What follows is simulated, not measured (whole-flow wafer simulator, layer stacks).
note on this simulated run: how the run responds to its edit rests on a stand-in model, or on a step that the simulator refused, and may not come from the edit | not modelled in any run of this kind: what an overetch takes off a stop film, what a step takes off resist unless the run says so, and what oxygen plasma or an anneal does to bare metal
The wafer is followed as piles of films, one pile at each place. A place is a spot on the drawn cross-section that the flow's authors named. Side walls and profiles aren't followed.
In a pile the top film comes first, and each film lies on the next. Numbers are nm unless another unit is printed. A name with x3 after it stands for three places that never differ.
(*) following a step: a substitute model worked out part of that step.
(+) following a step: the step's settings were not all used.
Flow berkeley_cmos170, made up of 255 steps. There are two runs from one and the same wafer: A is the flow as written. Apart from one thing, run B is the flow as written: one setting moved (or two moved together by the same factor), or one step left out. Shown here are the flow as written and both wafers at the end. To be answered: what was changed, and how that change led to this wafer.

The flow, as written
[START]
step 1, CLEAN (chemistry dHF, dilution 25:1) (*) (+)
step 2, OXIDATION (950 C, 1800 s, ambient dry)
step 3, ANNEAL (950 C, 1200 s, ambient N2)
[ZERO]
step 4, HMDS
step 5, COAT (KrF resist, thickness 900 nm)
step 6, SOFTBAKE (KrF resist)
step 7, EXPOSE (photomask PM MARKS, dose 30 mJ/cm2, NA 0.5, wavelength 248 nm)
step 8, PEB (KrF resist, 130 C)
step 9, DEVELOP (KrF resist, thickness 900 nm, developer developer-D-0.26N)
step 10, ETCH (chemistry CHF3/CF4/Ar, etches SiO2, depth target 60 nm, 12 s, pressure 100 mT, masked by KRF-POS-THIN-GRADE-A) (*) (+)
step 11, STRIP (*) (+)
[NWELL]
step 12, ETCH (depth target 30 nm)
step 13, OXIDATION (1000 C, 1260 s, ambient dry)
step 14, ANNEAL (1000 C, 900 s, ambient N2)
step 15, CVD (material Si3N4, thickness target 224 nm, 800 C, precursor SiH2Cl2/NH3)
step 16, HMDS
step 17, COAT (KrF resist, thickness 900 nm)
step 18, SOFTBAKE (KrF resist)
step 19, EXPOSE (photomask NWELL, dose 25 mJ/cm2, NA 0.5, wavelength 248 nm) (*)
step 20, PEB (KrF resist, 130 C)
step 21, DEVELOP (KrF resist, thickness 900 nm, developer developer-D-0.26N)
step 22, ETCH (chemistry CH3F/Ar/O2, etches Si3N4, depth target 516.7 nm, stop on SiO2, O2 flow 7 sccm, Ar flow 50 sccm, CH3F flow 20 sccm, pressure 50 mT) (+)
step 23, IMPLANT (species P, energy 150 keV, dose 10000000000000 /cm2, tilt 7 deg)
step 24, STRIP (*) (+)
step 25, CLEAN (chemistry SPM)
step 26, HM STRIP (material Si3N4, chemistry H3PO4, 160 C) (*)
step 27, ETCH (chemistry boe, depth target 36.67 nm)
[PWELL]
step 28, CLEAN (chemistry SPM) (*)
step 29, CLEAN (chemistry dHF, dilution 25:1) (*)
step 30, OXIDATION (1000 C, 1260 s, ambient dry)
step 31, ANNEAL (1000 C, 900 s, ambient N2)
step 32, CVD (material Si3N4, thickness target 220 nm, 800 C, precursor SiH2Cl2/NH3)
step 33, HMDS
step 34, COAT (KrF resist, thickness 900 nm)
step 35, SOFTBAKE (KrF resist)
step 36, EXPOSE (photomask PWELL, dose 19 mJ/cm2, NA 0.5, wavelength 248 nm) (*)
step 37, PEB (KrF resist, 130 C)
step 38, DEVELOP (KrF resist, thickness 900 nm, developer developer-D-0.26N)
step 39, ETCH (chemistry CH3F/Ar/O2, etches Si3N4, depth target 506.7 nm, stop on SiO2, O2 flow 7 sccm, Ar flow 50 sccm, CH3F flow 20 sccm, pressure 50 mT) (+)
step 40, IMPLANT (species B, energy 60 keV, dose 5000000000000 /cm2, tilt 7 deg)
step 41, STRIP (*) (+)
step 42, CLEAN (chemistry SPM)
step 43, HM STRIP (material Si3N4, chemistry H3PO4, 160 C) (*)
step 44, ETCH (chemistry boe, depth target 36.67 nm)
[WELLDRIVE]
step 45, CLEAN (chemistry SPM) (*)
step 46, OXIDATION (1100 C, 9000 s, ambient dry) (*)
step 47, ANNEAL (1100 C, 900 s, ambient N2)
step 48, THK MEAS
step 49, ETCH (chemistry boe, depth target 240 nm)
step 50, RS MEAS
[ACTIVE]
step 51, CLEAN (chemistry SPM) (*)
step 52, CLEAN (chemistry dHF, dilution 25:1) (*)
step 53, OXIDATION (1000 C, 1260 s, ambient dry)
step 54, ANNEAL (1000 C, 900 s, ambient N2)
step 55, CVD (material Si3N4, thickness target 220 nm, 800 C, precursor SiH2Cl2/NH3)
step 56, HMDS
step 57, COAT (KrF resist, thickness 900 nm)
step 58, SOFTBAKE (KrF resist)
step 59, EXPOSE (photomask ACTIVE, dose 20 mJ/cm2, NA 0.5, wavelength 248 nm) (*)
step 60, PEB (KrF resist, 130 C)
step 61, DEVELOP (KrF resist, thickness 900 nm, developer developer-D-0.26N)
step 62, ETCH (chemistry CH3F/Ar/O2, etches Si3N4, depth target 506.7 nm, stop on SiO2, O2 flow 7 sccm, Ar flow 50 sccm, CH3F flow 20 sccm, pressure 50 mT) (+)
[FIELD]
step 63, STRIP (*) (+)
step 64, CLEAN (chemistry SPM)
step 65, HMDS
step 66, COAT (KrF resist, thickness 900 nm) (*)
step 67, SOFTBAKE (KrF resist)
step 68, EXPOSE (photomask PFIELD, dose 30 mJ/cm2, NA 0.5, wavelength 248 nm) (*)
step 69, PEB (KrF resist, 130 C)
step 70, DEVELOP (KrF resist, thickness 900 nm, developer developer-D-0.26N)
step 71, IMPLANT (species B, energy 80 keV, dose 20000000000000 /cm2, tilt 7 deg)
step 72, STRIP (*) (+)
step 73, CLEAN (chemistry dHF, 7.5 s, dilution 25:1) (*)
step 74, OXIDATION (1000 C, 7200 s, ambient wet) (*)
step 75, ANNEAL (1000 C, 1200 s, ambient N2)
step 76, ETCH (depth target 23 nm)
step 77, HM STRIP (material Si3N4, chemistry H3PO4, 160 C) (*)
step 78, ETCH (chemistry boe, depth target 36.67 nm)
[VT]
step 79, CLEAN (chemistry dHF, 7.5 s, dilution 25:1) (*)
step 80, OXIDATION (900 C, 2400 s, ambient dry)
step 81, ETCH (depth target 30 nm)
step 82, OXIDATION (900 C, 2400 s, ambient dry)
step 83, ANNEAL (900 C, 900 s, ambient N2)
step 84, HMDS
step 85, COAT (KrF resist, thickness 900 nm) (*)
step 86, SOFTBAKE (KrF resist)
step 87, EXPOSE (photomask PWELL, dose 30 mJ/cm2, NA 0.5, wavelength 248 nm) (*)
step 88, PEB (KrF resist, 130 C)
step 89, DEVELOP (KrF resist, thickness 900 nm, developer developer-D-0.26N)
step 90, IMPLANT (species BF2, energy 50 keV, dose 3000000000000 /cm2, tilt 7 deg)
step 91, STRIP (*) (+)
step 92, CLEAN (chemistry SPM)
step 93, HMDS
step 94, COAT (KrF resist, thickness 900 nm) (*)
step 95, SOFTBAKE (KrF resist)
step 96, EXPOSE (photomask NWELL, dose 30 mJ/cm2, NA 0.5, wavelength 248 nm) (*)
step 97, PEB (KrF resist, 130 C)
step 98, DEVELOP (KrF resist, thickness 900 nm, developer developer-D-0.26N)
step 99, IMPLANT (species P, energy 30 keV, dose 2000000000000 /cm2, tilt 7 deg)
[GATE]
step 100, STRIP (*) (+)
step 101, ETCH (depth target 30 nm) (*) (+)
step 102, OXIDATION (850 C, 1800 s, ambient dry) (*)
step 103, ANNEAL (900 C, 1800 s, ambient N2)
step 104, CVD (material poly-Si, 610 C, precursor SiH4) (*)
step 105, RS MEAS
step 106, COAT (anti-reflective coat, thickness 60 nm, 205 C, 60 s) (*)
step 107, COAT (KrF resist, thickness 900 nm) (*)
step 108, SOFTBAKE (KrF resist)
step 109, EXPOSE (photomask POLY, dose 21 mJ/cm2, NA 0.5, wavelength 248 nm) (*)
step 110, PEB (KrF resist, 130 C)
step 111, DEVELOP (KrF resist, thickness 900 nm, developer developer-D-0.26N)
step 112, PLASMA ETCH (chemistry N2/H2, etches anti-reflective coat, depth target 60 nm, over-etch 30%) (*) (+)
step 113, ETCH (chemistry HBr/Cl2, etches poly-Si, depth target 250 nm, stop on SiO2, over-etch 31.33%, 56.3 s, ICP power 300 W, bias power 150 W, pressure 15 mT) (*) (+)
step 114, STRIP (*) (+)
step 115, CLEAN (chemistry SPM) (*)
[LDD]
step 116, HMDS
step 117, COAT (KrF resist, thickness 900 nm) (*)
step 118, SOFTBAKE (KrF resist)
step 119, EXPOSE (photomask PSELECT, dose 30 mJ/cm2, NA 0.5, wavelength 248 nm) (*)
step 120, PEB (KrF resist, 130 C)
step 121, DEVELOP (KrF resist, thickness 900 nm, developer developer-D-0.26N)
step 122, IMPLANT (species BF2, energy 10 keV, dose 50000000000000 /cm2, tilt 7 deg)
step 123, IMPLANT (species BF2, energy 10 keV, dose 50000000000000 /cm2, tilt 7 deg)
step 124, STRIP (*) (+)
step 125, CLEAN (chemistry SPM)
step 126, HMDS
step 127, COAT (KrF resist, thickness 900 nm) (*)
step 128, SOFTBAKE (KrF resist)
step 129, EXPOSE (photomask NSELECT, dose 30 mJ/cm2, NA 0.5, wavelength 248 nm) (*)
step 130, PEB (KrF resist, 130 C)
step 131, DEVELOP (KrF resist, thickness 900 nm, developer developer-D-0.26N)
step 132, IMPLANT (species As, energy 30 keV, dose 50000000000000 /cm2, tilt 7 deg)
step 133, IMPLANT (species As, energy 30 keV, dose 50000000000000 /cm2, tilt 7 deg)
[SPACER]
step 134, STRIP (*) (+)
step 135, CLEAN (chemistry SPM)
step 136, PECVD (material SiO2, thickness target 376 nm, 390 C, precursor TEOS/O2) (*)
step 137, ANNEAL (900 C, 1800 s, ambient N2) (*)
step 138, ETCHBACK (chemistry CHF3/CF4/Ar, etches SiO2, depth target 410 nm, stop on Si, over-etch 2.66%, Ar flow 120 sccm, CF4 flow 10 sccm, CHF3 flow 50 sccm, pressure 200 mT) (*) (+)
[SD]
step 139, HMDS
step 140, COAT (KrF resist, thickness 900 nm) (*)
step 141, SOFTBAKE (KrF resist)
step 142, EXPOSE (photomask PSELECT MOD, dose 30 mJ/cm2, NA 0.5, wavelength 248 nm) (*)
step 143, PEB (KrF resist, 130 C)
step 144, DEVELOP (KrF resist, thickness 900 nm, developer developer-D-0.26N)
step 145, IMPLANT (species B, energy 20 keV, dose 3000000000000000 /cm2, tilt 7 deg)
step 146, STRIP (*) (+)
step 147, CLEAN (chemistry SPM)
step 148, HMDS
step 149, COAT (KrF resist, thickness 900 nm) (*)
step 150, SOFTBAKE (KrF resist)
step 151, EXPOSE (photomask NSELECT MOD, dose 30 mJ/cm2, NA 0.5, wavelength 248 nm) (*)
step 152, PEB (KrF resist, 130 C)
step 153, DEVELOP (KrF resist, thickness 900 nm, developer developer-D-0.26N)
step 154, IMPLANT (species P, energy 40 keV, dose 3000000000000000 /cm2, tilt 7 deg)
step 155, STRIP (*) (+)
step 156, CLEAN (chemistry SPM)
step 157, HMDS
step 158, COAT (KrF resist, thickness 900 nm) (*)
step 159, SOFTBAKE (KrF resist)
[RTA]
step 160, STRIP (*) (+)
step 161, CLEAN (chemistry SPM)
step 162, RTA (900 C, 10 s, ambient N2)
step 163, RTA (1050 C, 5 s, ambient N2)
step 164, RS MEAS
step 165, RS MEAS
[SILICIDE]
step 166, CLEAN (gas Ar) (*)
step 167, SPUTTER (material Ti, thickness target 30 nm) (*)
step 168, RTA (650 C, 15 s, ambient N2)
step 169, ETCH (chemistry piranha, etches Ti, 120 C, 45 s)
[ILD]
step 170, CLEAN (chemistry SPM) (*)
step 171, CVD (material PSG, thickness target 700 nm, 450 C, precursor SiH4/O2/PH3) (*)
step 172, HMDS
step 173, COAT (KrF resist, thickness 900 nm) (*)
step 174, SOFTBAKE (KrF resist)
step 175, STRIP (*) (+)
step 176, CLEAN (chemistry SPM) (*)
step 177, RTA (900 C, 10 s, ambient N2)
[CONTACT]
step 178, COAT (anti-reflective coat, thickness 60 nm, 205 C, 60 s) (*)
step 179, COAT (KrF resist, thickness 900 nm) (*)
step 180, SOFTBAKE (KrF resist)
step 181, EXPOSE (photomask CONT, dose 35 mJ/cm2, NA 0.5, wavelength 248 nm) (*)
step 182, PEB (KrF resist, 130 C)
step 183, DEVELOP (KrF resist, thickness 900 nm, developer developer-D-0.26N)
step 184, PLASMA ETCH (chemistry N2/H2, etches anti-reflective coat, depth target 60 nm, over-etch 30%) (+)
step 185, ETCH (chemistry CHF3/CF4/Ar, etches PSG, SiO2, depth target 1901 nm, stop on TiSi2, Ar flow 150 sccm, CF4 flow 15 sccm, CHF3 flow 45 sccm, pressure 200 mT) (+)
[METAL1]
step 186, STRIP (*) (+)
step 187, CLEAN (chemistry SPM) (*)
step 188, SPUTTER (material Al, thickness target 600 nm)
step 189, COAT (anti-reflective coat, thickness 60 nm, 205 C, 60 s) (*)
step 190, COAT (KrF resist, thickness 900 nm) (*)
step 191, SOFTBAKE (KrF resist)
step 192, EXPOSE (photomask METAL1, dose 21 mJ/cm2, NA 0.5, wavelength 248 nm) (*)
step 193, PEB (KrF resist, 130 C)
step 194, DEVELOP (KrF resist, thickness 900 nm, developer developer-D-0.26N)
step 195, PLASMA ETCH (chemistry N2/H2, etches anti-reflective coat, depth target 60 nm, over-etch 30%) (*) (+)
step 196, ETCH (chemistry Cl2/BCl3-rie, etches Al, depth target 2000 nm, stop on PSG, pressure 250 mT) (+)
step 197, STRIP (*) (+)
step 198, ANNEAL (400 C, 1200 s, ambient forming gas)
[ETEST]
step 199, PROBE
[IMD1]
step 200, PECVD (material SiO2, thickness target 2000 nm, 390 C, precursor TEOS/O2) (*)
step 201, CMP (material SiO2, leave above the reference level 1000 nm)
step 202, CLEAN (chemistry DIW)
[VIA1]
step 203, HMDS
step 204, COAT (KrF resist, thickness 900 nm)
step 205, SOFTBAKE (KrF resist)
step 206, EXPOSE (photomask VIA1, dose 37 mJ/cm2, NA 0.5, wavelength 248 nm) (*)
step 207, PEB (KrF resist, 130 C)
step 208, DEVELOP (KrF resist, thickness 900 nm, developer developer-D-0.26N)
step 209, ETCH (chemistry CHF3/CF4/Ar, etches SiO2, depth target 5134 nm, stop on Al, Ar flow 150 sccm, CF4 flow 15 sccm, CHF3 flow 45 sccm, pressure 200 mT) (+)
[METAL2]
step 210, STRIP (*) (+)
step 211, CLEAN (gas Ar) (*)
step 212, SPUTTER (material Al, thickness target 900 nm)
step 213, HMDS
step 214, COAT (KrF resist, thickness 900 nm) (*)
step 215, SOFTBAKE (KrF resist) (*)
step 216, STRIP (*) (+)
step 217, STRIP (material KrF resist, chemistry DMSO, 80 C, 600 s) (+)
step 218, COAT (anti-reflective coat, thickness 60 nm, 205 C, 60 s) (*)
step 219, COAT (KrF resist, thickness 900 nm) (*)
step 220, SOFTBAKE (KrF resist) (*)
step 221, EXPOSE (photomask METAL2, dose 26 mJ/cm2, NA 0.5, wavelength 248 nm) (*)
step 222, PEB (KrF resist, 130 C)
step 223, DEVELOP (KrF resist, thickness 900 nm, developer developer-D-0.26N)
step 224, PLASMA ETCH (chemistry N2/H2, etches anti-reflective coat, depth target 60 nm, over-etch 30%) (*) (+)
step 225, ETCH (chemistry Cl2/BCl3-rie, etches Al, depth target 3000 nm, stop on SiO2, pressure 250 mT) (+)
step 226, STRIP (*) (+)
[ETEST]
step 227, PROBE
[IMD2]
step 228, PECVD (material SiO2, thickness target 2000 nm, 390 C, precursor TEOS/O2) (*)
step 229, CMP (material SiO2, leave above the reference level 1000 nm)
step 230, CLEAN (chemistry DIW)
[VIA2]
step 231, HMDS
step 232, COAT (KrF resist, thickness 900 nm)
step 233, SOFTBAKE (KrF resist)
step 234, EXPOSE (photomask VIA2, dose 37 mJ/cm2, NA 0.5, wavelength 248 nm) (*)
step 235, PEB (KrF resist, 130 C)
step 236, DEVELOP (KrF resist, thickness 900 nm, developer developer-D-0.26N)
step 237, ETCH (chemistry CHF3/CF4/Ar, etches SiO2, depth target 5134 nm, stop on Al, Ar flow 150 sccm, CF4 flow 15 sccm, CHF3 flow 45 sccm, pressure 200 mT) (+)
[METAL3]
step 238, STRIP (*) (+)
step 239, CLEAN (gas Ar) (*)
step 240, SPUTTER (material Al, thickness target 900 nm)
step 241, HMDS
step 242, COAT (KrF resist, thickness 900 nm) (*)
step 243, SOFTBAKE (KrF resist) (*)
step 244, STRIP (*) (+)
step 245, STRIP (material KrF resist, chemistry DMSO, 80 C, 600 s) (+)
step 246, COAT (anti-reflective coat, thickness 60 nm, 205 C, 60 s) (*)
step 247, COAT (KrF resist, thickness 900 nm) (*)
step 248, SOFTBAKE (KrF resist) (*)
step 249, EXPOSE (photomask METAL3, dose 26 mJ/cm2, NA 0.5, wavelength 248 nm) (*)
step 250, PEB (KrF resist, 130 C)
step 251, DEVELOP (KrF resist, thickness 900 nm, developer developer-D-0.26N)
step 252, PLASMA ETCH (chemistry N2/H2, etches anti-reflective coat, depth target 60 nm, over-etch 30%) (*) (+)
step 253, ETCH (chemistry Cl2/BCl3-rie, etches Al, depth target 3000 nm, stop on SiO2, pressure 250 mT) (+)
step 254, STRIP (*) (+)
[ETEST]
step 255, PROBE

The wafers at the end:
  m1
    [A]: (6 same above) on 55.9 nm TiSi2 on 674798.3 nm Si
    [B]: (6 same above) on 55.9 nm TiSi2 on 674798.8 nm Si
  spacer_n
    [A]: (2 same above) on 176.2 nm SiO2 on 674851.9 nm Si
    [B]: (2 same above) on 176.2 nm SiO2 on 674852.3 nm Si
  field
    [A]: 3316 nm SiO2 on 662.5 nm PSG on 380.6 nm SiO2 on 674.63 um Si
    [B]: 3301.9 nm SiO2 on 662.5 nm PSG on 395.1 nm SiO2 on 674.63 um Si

What caused this: step 78, ETCH: depth target 22 nm was run, while the flow as written has depth target 36.67 nm.

How this came from the change, step by step:
  step 78, ETCH (chemistry boe, depth target 36.67 nm)
      sd_n, spacer_n, gate_n and 8 more: A SiO2 loses 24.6 (all of it) | B SiO2 loses 22
      field: A SiO2 loses 36.7 | B SiO2 loses 22
  step 79, CLEAN (chemistry dHF, 7.5 s, dilution 25:1) (*)
      sd_n, spacer_n, gate_n and 8 more: A nothing | B SiO2 loses 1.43
  step 80, OXIDATION (900 C, 2400 s, ambient dry)
      spacer_n, gate_n, spacer_p and 6 more: A SiO2 gains 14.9 (new film), Si loses 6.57 | B SiO2 gains 13.8, Si loses 6.08
      sd_n, sd_p: A SiO2 gains 14.9 (new film), Si loses 6.57 | B SiO2 gains 13.8, Si loses 6.05
  step 106, COAT (anti-reflective coat, thickness 60 nm, 205 C, 60 s) (*)
      field: A anti-reflective coat gains 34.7 (new film) | B anti-reflective coat gains 35.6 (new film)
      sd_n: A anti-reflective coat gains 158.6 (new film) | B anti-reflective coat gains 173.4 (new film)
      (also at 7 further places)
  step 112, PLASMA ETCH (chemistry N2/H2, etches anti-reflective coat, depth target 60 nm, over-etch 30%) (*) (+)
      field: A anti-reflective coat loses 34.7 (all of it), poly-Si loses 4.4 | B anti-reflective coat loses 35.6 (all of it), poly-Si loses 4.87
      sd_n: A anti-reflective coat loses 158.6 (all of it), poly-Si loses 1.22 | B anti-reflective coat loses 173.4 (all of it), poly-Si loses 1.33
      (also at 6 further places)
  step 114, STRIP (*) (+)
      gate_n: A chemical SiO2 gains 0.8 (new film), KrF resist loses 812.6 (all of it), anti-reflective coat loses 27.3 (all of it), poly-Si loses 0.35 | B chemical SiO2 gains 0.8 (new film), KrF resist loses 826.2 (all of it), anti-reflective coat loses 23.8 (all of it), poly-Si loses 0.35
      gate_p: A chemical SiO2 gains 0.8 (new film), KrF resist loses 782.1 (all of it), anti-reflective coat loses 29.6 (all of it), poly-Si loses 0.35 | B chemical SiO2 gains 0.8 (new film), KrF resist loses 789.5 (all of it), anti-reflective coat loses 27.8 (all of it), poly-Si loses 0.35
  step 178, COAT (anti-reflective coat, thickness 60 nm, 205 C, 60 s) (*)
      sd_n: A anti-reflective coat gains 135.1 (new film) | B anti-reflective coat gains 143.8 (new film)
      m2: A anti-reflective coat gains 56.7 (new film) | B anti-reflective coat gains 54.8 (new film)
  step 186, STRIP (*) (+)
      sd_n: A KrF resist loses 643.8 (all of it), anti-reflective coat loses 135.1 (all of it) | B KrF resist loses 642.4 (all of it), anti-reflective coat loses 143.8 (all of it)
      m2: A KrF resist loses 689 (all of it), anti-reflective coat loses 56.7 (all of it) | B KrF resist loses 694.2 (all of it), anti-reflective coat loses 54.8 (all of it)
  step 189, COAT (anti-reflective coat, thickness 60 nm, 205 C, 60 s) (*)
      gate_n: A anti-reflective coat gains 48 (new film) | B anti-reflective coat gains 49.1 (new film)
      sd_p: A anti-reflective coat gains 86.5 (new film) | B anti-reflective coat gains 88.6 (new film)
      (also at 1 further place)
  step 195, PLASMA ETCH (chemistry N2/H2, etches anti-reflective coat, depth target 60 nm, over-etch 30%) (*) (+)
      contact, m1, via1, m2, via2: A KrF resist loses 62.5 | B KrF resist loses 64
      gate_n: A anti-reflective coat loses 48 (all of it) | B anti-reflective coat loses 49.1 (all of it)
      (also at 1 further place)
  step 197, STRIP (*) (+)
      m2: A KrF resist loses 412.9 (all of it), anti-reflective coat loses 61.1 (all of it) | B KrF resist loses 417.2 (all of it), anti-reflective coat loses 59.1 (all of it)
  step 201, CMP (material SiO2, leave above the reference level 1000 nm)
      field: A SiO2 loses 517 | B SiO2 loses 531.1
